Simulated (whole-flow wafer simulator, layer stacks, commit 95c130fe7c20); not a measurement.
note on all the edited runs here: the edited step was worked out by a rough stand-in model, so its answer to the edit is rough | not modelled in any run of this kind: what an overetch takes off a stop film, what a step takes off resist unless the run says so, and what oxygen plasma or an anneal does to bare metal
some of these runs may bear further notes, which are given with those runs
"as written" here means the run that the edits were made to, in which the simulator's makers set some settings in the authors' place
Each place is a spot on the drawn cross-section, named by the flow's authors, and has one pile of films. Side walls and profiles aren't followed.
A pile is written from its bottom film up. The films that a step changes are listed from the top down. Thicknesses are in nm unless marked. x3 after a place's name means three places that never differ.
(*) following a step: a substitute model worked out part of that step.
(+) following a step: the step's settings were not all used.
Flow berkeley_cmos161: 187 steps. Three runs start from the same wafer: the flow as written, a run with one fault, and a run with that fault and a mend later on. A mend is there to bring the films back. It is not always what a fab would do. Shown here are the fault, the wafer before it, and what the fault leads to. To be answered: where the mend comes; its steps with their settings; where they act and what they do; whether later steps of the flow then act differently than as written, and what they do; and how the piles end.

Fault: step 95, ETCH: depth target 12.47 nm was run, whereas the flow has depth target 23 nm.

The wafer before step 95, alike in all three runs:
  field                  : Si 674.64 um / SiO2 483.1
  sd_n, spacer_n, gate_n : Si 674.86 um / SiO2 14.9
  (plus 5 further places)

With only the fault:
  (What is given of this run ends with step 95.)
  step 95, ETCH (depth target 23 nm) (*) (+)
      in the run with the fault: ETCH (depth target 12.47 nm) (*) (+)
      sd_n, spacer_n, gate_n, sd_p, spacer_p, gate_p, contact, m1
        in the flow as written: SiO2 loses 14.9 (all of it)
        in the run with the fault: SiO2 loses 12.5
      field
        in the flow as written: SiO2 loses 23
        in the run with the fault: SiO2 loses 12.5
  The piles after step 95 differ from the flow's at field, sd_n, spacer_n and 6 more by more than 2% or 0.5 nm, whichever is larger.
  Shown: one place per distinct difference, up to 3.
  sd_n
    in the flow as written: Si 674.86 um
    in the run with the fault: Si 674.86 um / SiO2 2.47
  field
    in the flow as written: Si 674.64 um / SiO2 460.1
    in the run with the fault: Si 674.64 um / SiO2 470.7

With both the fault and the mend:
  After step 95 comes the mend.
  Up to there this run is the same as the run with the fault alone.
  step 95a, ETCH (depth target 10.53 nm) (*) (+) (the flow's step 95 again, with other settings)
      sd_n, spacer_n, gate_n, sd_p, spacer_p, gate_p, contact, m1
        SiO2 loses 2.47 (all of it)
      field
        SiO2 loses 10.5
  None of the later steps of the flow acts differently than as written at any place that is followed.
  At every place that both follow, the piles at the end match the flow's.
